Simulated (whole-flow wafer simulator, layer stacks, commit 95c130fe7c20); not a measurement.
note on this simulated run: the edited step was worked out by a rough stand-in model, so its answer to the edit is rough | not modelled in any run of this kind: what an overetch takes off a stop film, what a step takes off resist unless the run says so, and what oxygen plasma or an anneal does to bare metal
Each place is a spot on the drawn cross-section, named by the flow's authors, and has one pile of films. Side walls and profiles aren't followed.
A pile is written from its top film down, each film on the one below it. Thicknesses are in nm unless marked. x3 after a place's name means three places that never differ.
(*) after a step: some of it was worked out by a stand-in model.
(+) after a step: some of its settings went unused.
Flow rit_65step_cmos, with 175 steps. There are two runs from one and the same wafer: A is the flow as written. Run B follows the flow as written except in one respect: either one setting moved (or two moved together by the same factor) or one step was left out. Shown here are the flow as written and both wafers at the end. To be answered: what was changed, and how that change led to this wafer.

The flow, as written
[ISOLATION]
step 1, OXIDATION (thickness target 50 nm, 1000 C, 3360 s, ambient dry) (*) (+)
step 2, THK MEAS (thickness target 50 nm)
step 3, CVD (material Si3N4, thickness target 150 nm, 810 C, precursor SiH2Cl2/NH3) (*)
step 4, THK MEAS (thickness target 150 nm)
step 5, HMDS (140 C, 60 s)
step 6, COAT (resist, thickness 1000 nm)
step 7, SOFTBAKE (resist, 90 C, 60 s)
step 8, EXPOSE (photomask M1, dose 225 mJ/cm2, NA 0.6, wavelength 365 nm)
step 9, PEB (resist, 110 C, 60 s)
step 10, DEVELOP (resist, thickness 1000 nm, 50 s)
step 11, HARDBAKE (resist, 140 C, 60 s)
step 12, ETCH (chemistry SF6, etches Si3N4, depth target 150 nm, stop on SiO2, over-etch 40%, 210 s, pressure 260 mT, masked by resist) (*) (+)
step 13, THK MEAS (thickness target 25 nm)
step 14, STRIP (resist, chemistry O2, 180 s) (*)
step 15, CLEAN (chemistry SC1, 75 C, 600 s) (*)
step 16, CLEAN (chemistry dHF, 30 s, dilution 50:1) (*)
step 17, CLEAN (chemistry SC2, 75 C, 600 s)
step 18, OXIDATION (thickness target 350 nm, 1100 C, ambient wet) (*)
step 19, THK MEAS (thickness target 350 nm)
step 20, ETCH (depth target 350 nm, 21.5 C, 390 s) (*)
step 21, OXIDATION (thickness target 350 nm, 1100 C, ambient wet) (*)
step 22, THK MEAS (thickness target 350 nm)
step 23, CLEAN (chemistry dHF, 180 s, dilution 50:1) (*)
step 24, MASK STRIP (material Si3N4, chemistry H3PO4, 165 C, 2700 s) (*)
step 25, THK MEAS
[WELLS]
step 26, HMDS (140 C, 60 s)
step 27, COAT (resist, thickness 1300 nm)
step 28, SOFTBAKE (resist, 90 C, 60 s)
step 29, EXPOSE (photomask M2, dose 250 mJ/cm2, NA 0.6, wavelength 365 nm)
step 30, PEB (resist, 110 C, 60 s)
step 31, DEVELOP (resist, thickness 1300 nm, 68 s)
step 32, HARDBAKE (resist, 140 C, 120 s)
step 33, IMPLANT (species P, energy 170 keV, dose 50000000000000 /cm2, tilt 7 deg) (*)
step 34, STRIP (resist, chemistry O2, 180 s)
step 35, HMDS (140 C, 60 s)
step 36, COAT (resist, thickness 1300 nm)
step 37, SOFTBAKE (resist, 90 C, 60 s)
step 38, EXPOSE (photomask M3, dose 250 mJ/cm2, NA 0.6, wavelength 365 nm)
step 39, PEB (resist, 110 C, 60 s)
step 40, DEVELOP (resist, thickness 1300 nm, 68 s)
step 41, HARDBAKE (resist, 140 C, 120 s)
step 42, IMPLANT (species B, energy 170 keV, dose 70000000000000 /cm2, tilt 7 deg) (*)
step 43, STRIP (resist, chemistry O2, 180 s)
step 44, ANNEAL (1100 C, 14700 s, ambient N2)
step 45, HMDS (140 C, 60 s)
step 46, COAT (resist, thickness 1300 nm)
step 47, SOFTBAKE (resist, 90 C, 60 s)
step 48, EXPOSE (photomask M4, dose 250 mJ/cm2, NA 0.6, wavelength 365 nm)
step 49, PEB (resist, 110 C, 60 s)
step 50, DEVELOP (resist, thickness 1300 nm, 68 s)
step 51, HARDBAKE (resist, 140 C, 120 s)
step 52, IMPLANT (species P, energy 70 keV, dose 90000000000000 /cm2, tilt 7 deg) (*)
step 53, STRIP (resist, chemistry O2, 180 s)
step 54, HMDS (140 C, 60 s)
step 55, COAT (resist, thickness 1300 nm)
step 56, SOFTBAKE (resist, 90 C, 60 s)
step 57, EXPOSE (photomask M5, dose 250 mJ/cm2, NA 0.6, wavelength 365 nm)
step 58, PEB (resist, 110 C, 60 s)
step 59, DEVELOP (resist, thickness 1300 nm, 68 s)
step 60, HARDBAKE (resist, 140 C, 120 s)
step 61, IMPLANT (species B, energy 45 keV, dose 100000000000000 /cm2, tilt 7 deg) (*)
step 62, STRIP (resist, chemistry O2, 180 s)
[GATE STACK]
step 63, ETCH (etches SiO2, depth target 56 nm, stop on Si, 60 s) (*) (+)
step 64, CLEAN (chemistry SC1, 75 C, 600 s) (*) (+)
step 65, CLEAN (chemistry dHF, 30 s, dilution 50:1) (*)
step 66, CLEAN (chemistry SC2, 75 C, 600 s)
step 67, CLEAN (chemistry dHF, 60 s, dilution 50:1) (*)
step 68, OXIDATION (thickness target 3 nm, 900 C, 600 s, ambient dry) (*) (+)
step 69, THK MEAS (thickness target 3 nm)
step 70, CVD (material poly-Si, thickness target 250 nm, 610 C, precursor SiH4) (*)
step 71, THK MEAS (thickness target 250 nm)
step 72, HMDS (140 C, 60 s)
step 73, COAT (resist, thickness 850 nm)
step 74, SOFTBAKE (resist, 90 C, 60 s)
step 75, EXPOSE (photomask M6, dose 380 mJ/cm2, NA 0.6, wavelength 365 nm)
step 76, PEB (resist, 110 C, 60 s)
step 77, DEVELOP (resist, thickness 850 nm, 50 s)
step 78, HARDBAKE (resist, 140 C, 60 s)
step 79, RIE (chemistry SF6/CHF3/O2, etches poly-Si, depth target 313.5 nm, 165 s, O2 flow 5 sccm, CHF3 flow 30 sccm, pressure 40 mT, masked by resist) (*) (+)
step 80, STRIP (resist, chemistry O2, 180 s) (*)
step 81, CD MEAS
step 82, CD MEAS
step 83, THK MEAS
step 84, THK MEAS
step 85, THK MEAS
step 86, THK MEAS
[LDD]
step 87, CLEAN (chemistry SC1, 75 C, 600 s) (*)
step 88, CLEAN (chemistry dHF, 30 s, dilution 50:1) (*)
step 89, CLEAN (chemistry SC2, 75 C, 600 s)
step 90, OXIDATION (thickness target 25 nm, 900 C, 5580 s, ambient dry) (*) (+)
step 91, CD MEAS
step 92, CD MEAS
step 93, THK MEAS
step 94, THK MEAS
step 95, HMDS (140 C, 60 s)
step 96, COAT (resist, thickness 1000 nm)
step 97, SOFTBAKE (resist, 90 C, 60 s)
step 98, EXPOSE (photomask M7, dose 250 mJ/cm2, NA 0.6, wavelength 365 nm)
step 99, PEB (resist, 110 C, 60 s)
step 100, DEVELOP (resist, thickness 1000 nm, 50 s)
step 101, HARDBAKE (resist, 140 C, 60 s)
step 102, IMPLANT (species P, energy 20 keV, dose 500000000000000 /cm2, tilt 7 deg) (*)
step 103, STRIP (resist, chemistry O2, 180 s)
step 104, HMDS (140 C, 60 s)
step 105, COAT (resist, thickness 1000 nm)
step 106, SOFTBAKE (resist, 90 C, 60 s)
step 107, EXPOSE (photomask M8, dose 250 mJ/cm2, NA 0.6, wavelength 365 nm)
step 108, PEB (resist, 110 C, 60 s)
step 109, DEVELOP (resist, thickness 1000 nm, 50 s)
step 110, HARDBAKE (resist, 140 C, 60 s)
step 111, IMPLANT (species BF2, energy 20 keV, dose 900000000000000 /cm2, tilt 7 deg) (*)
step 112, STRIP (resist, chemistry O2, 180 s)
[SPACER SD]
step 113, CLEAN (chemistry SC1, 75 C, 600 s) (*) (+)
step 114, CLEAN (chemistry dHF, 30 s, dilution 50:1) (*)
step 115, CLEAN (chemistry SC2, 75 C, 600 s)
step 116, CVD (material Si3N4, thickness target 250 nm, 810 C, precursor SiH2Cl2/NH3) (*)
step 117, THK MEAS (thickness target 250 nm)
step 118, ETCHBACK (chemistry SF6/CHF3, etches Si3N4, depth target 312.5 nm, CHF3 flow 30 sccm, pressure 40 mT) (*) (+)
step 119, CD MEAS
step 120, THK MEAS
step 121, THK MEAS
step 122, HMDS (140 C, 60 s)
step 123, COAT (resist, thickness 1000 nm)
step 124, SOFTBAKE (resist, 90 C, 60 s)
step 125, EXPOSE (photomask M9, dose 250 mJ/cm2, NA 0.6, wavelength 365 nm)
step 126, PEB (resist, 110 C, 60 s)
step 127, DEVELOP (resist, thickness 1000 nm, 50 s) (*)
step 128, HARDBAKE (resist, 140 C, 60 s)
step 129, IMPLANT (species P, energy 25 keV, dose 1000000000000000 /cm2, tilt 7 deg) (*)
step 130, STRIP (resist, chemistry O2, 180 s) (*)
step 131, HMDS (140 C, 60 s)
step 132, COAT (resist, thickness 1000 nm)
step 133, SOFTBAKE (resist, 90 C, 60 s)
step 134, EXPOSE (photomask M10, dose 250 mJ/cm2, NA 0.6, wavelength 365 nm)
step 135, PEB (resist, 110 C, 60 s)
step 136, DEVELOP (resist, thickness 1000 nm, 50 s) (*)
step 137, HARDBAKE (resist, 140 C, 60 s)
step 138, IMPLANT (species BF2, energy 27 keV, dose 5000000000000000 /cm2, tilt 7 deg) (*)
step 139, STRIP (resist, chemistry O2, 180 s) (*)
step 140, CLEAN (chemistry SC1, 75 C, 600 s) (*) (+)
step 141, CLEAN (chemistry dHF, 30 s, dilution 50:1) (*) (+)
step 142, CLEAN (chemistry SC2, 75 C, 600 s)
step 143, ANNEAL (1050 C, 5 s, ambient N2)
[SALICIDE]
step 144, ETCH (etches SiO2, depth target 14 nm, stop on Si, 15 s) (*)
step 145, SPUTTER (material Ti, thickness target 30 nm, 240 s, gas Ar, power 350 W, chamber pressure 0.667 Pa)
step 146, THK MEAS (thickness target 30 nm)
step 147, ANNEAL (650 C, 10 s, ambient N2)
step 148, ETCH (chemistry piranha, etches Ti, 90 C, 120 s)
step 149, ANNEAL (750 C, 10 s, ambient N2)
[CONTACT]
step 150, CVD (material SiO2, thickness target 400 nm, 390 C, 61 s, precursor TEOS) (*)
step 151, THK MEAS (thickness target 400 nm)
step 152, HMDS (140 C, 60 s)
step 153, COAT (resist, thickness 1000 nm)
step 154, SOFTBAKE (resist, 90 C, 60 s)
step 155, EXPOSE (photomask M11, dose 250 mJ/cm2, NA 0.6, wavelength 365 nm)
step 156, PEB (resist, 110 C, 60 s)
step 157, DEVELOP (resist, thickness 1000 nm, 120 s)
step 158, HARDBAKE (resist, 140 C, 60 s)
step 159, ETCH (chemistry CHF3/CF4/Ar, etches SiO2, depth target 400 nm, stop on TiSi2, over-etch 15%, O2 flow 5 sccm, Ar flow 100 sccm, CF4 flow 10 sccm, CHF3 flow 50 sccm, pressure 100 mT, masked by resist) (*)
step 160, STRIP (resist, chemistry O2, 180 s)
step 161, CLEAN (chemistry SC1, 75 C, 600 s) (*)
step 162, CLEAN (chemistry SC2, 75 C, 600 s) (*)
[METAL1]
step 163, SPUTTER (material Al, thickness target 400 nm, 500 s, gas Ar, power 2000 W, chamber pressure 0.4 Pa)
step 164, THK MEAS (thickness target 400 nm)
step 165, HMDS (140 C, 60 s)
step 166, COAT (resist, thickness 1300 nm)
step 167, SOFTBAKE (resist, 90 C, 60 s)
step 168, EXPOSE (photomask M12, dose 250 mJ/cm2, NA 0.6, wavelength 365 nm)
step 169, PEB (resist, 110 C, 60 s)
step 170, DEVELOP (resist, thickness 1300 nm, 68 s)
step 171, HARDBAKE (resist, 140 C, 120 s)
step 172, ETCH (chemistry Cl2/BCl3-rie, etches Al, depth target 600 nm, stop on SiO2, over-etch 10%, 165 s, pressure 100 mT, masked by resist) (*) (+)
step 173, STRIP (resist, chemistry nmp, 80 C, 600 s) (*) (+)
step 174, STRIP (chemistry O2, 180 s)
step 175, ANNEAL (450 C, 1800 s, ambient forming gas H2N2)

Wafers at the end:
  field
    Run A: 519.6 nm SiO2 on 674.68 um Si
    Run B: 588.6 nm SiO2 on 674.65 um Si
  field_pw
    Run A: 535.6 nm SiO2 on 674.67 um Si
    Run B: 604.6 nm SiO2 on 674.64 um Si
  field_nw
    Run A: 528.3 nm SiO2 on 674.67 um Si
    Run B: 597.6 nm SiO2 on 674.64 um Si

The reason: step 21, OXIDATION: thickness target 420 nm was run, whereas the flow has thickness target 350 nm.

Step by step, how the change led to this:
  step 21, OXIDATION (thickness target 350 nm, 1100 C, ambient wet) (*)
      active_n, active_p, gate_n and 7 more: A SiO2 gains 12 (new film), Si3N4 loses 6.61 | B SiO2 gains 15.1 (new film), Si3N4 loses 8.36
      field, field_pw, field_nw, field_p: A SiO2 gains 350 (new film), Si loses 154 | B SiO2 gains 420 (new film), Si loses 184.8
  step 23, CLEAN (chemistry dHF, 180 s, dilution 50:1) (*)
      active_n, active_p, gate_n and 7 more: A SiO2 loses 12 (all of it), Si3N4 loses 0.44 | B SiO2 loses 15.1 (all of it), Si3N4 loses 0.14
  step 27, COAT (resist, thickness 1300 nm)
      field: A resist gains 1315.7 (new film) | B resist gains 1286.8 (new film)
      field_p: A resist gains 1315.6 (new film) | B resist gains 1286.9 (new film)
  step 30, PEB (resist, 110 C, 60 s)
      field, field_p: A resist loses 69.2 | B resist loses 67.7
  step 31, DEVELOP (resist, thickness 1300 nm, 68 s)
      field_p: A resist loses 1246.4 (all of it) | B resist loses 1219.2 (all of it)
  step 32, HARDBAKE (resist, 140 C, 120 s)
      field: A resist loses 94 | B resist loses 91.9
  step 34, STRIP (resist, chemistry O2, 180 s)
      field: A resist loses 1152.5 (all of it) | B resist loses 1127.3 (all of it)
  step 36, COAT (resist, thickness 1300 nm)
      field: A resist gains 1315.7 (new film) | B resist gains 1286.8 (new film)
      field_p: A resist gains 1315.6 (new film) | B resist gains 1286.9 (new film)
  step 39, PEB (resist, 110 C, 60 s)
      field, field_p: A resist loses 69.2 | B resist loses 67.7
  step 40, DEVELOP (resist, thickness 1300 nm, 68 s)
      field: A resist loses 1246.5 (all of it) | B resist loses 1219.2 (all of it)
  step 41, HARDBAKE (resist, 140 C, 120 s)
      field_p: A resist loses 94 | B resist loses 91.9
  step 43, STRIP (resist, chemistry O2, 180 s)
      field_p: A resist loses 1152.5 (all of it) | B resist loses 1127.3 (all of it)
  step 46, COAT (resist, thickness 1300 nm)
      field: A resist gains 1315.7 (new film) | B resist gains 1286.8 (new film)
      field_p: A resist gains 1315.6 (new film) | B resist gains 1286.9 (new film)
  step 49, PEB (resist, 110 C, 60 s)
      field, field_p: A resist loses 69.2 | B resist loses 67.7
  step 50, DEVELOP (resist, thickness 1300 nm, 68 s)
      field_p: A resist loses 1246.4 (all of it) | B resist loses 1219.2 (all of it)
  step 51, HARDBAKE (resist, 140 C, 120 s)
      field: A resist loses 94 | B resist loses 91.9
  ... 36 further steps ...
  step 170, DEVELOP (resist, thickness 1300 nm, 68 s)
      field: A resist loses 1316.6 (all of it) | B resist loses 1287.4 (all of it)
      field_p: A resist loses 1324.1 (all of it) | B resist loses 1294.8 (all of it)
